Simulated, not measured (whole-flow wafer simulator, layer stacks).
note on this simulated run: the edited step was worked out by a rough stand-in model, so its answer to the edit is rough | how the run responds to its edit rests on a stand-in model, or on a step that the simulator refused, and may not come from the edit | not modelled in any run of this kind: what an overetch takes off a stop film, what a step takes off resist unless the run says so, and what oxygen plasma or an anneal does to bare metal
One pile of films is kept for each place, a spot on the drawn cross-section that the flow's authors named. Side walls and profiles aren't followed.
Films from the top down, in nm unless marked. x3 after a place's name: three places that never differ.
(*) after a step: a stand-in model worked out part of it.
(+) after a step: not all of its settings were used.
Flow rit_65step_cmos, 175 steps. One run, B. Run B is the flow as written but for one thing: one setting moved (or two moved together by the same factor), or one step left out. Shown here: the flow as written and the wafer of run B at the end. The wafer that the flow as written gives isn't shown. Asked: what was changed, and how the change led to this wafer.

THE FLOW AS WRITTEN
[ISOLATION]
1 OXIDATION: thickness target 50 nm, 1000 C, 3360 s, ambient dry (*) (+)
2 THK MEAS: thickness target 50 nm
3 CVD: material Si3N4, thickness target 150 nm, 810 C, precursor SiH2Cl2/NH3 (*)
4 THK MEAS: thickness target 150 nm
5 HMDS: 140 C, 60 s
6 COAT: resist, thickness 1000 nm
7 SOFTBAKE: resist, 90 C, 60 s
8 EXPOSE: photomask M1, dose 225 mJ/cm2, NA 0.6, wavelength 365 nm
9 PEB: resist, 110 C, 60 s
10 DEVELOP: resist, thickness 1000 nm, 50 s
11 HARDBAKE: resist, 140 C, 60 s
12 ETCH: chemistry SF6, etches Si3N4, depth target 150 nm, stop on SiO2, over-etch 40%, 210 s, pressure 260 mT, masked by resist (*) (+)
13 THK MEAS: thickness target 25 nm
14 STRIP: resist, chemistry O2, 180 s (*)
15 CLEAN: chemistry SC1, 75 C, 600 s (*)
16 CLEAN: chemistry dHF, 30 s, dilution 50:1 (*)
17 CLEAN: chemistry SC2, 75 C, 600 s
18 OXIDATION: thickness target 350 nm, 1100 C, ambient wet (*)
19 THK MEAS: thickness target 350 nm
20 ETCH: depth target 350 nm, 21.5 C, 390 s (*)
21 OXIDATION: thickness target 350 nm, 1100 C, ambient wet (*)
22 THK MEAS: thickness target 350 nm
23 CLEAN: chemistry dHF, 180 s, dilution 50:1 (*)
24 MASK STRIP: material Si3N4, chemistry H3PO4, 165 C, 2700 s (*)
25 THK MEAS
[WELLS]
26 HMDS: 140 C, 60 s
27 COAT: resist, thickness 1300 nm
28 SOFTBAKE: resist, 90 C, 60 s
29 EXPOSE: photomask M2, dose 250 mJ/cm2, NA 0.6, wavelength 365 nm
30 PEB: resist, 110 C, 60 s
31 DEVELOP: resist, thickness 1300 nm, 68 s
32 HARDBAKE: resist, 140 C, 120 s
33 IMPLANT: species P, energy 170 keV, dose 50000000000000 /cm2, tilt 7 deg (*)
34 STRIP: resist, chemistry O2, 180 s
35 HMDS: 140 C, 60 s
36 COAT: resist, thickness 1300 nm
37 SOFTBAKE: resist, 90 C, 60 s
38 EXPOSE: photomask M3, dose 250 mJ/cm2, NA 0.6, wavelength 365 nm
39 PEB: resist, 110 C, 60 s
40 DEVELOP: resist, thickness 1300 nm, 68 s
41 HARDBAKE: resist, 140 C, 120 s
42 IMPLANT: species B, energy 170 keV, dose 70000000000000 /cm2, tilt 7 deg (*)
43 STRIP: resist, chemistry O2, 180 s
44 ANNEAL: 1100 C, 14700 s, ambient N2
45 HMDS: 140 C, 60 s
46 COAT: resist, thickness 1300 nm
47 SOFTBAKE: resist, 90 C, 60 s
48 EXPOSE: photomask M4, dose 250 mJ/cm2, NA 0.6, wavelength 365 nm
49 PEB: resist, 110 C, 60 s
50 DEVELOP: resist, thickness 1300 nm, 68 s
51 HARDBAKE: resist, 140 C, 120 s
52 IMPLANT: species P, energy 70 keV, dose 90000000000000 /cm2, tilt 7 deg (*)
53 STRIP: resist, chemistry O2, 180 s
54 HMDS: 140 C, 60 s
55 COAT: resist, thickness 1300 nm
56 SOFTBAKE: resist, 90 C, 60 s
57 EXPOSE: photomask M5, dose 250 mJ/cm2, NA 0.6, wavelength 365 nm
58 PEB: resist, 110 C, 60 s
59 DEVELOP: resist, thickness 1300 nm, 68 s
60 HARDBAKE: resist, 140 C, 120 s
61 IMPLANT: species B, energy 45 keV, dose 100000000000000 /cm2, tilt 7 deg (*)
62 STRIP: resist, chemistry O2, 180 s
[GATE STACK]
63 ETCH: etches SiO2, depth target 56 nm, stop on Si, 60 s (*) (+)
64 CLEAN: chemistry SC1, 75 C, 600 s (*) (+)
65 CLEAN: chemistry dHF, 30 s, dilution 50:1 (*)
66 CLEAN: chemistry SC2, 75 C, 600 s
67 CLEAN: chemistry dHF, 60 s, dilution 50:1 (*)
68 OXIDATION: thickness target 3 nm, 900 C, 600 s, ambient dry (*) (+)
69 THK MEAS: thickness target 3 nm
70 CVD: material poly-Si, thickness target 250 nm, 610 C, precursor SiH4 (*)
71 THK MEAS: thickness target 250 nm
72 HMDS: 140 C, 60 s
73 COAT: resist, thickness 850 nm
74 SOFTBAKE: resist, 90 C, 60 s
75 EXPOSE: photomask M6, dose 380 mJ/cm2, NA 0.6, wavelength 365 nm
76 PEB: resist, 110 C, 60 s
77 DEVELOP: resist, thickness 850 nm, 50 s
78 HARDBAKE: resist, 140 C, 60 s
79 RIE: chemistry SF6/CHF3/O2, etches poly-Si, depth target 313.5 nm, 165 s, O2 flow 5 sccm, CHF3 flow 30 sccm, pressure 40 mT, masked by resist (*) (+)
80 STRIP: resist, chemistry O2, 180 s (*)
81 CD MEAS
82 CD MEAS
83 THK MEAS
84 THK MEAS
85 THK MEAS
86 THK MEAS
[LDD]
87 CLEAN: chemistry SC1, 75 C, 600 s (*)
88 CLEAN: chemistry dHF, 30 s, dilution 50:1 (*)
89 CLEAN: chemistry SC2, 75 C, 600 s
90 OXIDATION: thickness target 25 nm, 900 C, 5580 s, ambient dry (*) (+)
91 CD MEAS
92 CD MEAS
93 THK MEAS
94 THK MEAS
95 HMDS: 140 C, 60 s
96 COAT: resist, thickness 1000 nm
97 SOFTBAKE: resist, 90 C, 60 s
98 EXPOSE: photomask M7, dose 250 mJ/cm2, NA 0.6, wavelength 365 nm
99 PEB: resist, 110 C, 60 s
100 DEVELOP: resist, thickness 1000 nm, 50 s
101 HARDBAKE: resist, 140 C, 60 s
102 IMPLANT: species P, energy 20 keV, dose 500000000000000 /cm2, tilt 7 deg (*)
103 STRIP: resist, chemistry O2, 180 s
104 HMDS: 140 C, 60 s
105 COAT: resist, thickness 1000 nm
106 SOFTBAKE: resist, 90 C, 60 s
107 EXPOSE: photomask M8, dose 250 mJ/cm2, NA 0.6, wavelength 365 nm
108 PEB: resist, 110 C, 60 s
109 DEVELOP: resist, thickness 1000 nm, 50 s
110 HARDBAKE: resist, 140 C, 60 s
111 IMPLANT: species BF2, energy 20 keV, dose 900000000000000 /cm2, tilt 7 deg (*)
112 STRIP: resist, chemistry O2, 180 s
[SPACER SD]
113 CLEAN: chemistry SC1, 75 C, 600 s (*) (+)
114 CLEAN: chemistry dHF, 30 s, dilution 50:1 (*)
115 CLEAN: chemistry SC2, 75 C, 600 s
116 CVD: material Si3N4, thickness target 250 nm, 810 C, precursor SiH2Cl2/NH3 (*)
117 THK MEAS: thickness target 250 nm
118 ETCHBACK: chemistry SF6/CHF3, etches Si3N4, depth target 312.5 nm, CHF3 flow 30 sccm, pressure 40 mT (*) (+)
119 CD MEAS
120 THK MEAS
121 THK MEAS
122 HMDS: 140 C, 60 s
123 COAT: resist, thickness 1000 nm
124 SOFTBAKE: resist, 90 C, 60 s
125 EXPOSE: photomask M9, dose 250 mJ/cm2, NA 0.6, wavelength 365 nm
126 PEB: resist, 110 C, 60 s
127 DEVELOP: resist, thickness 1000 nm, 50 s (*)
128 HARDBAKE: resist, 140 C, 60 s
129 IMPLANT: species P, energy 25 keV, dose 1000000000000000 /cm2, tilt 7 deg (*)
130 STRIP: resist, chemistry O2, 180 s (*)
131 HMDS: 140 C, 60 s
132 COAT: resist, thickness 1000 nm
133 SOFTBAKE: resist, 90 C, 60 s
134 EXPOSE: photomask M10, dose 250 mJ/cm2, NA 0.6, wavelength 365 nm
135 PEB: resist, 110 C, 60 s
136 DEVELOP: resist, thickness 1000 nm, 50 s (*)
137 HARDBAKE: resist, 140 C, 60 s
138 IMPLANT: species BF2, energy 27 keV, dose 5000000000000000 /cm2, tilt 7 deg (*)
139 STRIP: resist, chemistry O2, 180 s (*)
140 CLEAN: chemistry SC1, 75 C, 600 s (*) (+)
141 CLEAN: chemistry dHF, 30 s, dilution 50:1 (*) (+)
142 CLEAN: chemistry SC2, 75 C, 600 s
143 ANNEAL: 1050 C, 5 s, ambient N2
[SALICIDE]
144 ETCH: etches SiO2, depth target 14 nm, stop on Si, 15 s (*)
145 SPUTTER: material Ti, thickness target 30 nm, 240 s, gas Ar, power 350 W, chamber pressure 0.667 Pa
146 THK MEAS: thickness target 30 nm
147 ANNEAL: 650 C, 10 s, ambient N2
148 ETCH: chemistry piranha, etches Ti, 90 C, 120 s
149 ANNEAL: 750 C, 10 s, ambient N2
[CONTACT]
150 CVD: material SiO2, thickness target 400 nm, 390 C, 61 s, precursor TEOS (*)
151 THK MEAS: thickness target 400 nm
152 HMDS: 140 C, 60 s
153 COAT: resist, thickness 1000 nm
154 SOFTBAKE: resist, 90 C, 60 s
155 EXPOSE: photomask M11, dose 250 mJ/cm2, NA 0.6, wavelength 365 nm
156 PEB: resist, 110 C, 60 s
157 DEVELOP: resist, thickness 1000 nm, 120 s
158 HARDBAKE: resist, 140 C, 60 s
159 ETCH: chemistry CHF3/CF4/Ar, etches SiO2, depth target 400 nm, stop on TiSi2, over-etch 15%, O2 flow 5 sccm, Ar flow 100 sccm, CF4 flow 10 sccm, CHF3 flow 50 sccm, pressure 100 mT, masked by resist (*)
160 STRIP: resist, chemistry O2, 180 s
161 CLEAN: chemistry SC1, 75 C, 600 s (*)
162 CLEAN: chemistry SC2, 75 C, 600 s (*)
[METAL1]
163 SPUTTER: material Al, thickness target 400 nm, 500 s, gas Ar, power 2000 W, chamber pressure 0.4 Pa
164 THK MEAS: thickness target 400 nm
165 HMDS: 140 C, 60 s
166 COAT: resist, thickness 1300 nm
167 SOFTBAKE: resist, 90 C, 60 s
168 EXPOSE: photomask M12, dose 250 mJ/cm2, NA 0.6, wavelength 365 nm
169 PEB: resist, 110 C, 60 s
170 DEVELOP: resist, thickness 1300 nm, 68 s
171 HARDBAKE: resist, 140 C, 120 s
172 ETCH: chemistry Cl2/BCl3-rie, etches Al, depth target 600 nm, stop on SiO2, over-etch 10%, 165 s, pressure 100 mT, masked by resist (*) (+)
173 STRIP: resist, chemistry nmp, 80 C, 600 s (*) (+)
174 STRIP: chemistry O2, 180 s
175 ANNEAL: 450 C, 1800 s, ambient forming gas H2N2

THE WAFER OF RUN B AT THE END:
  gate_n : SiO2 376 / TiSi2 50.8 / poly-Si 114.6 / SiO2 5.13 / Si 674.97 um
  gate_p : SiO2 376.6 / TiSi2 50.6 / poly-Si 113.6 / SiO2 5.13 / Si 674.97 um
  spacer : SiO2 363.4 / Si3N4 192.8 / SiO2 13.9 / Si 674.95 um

The cause: step 68, OXIDATION: 330 s was run, where the flow has 600 s.

How the change led to this, step by step:
  68 OXIDATION: thickness target 3 nm, 900 C, 600 s, ambient dry (*) (+)
      active_n, active_p, gate_n and 7 more: SiO2 +5.13 (new film), Si -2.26 (as written it would be: SiO2 +7.17 (new film), Si -3.16)
  79 RIE: chemistry SF6/CHF3/O2, etches poly-Si, depth target 313.5 nm, 165 s, O2 flow 5 sccm, CHF3 flow 30 sccm, pressure 40 mT, masked by resist (*) (+)
      active_n, active_p, spacer, spacer_p, sd_n, sd_p, contact, m1: poly-Si -250 (all of it), SiO2 -5.13 (all of it) (as written it would be: poly-Si -250 (all of it), SiO2 -7.17 (all of it))
  118 ETCHBACK: chemistry SF6/CHF3, etches Si3N4, depth target 312.5 nm, CHF3 flow 30 sccm, pressure 40 mT (*) (+)
      spacer, spacer_p: Si3N4 -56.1 (as written it would be: Si3N4 -54)
